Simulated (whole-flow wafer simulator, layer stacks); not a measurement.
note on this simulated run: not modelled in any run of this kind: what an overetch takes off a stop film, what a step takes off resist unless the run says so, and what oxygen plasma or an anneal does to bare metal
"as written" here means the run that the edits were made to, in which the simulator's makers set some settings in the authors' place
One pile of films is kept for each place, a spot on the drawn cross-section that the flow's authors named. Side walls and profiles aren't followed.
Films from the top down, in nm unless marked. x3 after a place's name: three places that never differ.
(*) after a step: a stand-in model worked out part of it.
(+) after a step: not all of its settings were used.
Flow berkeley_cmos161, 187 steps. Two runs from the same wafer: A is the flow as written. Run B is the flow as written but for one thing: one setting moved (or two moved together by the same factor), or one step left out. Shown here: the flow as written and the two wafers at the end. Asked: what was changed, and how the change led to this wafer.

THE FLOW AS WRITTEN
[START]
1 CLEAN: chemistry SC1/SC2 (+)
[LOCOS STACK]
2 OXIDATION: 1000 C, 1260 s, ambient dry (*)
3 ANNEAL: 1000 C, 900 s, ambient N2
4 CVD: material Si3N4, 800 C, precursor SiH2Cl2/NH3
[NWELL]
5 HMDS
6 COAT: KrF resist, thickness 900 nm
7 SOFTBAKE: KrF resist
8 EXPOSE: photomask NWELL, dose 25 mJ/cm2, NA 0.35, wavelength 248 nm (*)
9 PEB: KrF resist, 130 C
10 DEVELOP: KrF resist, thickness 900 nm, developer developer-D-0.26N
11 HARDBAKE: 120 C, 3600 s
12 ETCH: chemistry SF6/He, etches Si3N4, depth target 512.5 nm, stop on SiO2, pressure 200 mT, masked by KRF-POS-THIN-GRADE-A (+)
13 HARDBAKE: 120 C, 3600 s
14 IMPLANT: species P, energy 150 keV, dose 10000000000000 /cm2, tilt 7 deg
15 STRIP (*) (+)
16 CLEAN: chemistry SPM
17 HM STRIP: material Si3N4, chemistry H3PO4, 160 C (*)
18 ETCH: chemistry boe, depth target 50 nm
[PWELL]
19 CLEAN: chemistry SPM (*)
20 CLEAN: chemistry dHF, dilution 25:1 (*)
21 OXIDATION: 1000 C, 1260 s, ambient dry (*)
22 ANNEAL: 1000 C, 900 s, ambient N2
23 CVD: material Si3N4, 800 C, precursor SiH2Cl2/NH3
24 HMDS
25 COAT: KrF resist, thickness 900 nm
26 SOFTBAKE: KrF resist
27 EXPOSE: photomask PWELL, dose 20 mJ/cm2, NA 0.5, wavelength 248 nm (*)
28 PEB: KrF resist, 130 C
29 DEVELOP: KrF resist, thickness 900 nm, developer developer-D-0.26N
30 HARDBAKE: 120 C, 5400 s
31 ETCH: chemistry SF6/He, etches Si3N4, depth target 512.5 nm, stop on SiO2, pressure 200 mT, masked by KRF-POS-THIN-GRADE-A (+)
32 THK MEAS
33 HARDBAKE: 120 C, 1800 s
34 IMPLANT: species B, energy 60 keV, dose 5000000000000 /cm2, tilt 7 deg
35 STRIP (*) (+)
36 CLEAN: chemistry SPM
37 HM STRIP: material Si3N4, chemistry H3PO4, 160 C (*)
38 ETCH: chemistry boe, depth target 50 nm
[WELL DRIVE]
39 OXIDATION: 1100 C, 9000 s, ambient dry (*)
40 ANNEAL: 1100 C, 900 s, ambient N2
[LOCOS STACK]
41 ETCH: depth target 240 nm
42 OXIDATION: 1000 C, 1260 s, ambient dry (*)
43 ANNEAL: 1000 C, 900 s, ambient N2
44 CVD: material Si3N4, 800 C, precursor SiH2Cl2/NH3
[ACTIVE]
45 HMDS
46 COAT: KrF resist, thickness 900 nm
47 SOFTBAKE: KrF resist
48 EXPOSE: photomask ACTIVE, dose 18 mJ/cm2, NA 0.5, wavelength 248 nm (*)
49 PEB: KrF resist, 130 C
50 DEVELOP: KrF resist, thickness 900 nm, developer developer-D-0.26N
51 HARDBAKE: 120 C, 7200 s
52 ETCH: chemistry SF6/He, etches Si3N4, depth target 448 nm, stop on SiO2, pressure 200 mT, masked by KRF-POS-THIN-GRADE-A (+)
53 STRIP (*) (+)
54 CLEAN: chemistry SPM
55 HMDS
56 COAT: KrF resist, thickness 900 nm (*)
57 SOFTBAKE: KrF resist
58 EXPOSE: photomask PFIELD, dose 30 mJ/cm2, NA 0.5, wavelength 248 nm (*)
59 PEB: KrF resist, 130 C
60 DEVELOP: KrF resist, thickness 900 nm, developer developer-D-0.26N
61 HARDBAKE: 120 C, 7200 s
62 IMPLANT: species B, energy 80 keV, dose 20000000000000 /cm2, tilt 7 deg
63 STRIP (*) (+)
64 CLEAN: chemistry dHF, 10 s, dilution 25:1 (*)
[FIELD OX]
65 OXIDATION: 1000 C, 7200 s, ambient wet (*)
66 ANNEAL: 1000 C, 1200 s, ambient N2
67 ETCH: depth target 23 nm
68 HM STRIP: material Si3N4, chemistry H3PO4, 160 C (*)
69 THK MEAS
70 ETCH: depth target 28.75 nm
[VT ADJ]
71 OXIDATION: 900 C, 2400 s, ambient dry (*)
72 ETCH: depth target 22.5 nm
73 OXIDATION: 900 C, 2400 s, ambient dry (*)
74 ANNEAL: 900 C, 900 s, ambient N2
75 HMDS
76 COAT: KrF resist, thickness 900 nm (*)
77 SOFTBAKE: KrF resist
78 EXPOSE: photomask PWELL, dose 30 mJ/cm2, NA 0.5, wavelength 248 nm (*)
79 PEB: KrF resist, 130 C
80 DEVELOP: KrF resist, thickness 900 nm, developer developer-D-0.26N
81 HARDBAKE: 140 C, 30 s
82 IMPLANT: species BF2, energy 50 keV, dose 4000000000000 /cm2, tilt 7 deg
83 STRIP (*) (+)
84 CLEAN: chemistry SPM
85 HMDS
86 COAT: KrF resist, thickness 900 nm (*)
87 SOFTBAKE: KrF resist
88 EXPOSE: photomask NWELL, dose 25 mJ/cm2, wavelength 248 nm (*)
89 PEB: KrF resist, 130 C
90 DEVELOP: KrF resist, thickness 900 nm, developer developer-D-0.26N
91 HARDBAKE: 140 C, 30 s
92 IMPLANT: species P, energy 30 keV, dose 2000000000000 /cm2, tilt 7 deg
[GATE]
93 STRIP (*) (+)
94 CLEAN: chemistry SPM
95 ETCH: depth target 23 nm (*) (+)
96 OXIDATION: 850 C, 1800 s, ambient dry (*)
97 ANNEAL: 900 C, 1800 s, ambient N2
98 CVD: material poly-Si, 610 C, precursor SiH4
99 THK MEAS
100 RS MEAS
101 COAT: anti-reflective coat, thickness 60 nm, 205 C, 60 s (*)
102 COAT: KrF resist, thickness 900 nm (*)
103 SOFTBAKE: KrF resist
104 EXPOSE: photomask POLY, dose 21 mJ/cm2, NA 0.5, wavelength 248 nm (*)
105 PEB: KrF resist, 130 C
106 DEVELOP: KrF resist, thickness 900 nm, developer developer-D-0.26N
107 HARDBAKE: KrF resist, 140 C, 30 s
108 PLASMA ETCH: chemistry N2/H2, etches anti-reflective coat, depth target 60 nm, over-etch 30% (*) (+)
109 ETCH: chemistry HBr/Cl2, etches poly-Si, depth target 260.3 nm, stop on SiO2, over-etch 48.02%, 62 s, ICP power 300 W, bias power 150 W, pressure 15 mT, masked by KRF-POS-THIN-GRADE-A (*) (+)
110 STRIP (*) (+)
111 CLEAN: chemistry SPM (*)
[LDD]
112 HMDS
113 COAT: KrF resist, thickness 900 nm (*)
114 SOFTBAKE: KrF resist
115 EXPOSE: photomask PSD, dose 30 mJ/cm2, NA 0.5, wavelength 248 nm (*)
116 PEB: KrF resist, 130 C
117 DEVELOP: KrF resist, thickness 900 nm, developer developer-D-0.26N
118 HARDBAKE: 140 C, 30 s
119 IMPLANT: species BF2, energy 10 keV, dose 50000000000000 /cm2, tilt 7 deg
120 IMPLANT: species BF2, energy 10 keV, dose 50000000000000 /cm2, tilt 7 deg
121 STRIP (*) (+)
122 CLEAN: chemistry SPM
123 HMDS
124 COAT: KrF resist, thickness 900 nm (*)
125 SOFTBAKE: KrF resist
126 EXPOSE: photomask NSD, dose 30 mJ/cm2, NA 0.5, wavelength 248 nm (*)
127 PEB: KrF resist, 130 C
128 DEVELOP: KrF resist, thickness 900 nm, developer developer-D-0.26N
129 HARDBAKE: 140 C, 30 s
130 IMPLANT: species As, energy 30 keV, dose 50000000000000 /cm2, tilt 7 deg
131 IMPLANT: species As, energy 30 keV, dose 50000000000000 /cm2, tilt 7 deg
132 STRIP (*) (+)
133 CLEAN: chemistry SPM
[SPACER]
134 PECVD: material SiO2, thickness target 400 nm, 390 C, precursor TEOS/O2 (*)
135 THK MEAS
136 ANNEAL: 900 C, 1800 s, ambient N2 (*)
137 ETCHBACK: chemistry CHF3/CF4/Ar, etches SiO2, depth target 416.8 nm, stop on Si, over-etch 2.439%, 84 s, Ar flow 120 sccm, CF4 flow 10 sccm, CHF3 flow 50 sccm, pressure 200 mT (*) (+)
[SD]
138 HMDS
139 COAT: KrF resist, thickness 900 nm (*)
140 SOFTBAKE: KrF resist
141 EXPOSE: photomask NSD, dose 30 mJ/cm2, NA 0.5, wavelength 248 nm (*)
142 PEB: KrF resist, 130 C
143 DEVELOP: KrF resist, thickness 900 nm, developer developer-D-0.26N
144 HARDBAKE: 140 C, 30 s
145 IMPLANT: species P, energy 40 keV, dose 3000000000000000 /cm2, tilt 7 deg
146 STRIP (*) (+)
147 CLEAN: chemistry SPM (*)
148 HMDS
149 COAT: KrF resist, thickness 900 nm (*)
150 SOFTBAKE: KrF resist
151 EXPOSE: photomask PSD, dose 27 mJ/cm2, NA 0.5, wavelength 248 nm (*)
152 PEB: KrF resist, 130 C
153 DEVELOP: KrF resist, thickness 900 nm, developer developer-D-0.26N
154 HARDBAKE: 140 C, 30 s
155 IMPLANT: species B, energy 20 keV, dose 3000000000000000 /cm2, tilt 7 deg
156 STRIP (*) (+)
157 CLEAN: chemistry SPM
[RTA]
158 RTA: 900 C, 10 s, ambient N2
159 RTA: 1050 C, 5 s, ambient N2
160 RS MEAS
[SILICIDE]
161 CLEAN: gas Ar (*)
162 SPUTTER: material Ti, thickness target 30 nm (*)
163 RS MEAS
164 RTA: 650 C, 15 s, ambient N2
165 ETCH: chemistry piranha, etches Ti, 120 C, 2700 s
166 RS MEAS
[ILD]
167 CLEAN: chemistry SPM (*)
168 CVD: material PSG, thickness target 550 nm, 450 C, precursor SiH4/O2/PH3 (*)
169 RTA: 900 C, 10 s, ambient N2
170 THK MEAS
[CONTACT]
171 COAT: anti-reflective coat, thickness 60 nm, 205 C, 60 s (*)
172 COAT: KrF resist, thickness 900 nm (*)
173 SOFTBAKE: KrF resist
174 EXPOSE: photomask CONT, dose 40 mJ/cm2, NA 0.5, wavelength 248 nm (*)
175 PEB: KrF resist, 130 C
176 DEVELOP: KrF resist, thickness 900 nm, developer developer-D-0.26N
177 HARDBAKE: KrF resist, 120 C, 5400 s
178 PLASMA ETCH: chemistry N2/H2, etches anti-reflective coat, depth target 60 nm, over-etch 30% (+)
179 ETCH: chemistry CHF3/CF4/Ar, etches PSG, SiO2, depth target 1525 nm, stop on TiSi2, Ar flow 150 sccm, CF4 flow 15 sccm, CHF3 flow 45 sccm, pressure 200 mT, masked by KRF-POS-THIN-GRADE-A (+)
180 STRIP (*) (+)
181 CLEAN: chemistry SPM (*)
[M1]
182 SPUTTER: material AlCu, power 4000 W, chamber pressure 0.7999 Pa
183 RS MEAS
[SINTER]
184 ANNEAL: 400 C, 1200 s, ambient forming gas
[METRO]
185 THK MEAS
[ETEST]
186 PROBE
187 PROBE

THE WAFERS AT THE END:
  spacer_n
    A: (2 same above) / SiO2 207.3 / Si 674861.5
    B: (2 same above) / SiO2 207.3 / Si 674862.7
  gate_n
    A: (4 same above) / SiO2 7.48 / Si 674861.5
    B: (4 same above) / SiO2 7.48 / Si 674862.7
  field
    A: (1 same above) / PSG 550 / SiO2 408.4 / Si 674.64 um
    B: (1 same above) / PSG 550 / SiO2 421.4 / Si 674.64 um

The cause: step 70, ETCH: depth target 15.7 nm was run, where the flow has depth target 28.75 nm.

How the change led to this, step by step:
  70 ETCH: depth target 28.75 nm
      spacer_n, gate_n, spacer_p, gate_p, contact, m1: A SiO2 -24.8 (all of it) | B SiO2 -15.7
      sd_n, sd_p: A SiO2 -25 (all of it) | B SiO2 -15.7
      (and at 1 more place)
  71 OXIDATION: 900 C, 2400 s, ambient dry (*)
      spacer_n, gate_n, spacer_p, gate_p, contact, m1: A SiO2 +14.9 (new film), Si -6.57 | B SiO2 +12.1, Si -5.34
      sd_n, sd_p: A SiO2 +14.9 (new film), Si -6.57 | B SiO2 +12.1, Si -5.32
  72 ETCH: depth target 22.5 nm
      spacer_n, gate_n, spacer_p, gate_p, contact, m1: A SiO2 -14.9 (all of it) | B SiO2 -21.2 (all of it)
      sd_n, sd_p: A SiO2 -14.9 (all of it) | B SiO2 -21.4 (all of it)
  101 COAT: anti-reflective coat, thickness 60 nm, 205 C, 60 s (*)
      sd_n: A anti-reflective coat +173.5 (new film) | B anti-reflective coat +182.8 (new film)
      spacer_n: A anti-reflective coat +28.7 (new film) | B anti-reflective coat +26.6 (new film)
      (and at 4 more places)
  108 PLASMA ETCH: chemistry N2/H2, etches anti-reflective coat, depth target 60 nm, over-etch 30% (*) (+)
      sd_n: A anti-reflective coat -173.5 (all of it), poly-Si -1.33 | B anti-reflective coat -182.8 (all of it), poly-Si -1.41
      spacer_n: A anti-reflective coat -28.7 (all of it), poly-Si -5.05 | B anti-reflective coat -26.6 (all of it), poly-Si -5.41
      (and at 2 more places)
  110 STRIP (*) (+)
      gate_n: A chemical SiO2 +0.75 (new film), KrF resist -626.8 (all of it), anti-reflective coat -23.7 (all of it), poly-Si -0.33 | B chemical SiO2 +0.75 (new film), KrF resist -634.5 (all of it), anti-reflective coat -21.6 (all of it), poly-Si -0.33
      gate_p: A chemical SiO2 +0.75 (new film), KrF resist -598.2 (all of it), anti-reflective coat -27.9 (all of it), poly-Si -0.33 | B chemical SiO2 +0.75 (new film), KrF resist -602.8 (all of it), anti-reflective coat -26.8 (all of it), poly-Si -0.33
  171 COAT: anti-reflective coat, thickness 60 nm, 205 C, 60 s (*)
      sd_n: A anti-reflective coat +149.7 (new film) | B anti-reflective coat +159.5 (new film)
      m1: A anti-reflective coat +97.8 (new film) | B anti-reflective coat +100.4 (new film)
  180 STRIP (*) (+)
      sd_n: A KrF resist -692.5 (all of it), anti-reflective coat -149.7 (all of it) | B KrF resist -690.3 (all of it), anti-reflective coat -159.5 (all of it)
      m1: A KrF resist -739.9 (all of it), anti-reflective coat -97.8 (all of it) | B KrF resist -744.4 (all of it), anti-reflective coat -100.4 (all of it)
